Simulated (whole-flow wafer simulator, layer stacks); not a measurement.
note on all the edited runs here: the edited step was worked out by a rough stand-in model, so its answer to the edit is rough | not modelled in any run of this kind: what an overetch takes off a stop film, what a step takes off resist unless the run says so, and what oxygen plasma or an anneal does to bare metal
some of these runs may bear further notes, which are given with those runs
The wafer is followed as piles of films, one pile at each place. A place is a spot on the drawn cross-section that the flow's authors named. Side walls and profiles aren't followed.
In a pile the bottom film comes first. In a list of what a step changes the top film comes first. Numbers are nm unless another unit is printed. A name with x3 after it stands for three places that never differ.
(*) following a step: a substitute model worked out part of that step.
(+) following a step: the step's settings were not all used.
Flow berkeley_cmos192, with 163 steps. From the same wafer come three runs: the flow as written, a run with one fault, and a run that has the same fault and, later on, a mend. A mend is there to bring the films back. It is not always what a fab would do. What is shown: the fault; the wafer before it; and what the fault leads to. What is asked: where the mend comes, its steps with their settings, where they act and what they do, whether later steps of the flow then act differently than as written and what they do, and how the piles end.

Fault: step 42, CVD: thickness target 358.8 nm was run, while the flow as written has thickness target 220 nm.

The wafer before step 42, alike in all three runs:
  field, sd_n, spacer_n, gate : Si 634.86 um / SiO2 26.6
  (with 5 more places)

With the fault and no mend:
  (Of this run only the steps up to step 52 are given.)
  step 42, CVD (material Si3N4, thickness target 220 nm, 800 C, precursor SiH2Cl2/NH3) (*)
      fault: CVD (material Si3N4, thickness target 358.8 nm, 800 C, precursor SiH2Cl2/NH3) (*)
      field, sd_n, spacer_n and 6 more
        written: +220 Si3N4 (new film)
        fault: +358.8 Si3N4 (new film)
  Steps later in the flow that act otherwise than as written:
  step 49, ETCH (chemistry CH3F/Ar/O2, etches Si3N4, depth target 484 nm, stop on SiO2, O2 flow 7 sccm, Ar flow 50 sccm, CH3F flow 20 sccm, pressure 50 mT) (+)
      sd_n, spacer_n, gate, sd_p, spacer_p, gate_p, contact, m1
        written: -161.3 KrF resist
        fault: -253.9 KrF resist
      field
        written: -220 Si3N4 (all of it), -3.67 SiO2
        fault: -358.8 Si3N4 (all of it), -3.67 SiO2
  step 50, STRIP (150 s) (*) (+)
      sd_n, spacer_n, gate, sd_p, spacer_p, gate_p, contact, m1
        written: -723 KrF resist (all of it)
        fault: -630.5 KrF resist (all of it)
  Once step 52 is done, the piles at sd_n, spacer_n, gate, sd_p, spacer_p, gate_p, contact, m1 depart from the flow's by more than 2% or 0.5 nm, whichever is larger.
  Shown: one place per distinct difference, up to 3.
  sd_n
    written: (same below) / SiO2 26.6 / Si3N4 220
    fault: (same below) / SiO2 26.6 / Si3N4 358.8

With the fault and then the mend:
  The mend stands after step 42.
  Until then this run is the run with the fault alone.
  step 42a, ETCH (chemistry h3po4, depth target 412.6 nm)
      field, sd_n, spacer_n and 6 more
        -358.8 Si3N4 (all of it)
  step 42b, CLEAN (chemistry SPM) (the flow's step 34 again)
      leaves every film unchanged at each place that is followed
  step 42c, CVD (material Si3N4, thickness target 220 nm, 800 C, precursor SiH2Cl2/NH3) (*) (the flow's step 42 again)
      field, sd_n, spacer_n and 6 more
        +220 Si3N4 (new film)
  Every later step of the flow that is run acts as written at every place that is followed.
  At every place that both follow, the piles at the end match the flow's.
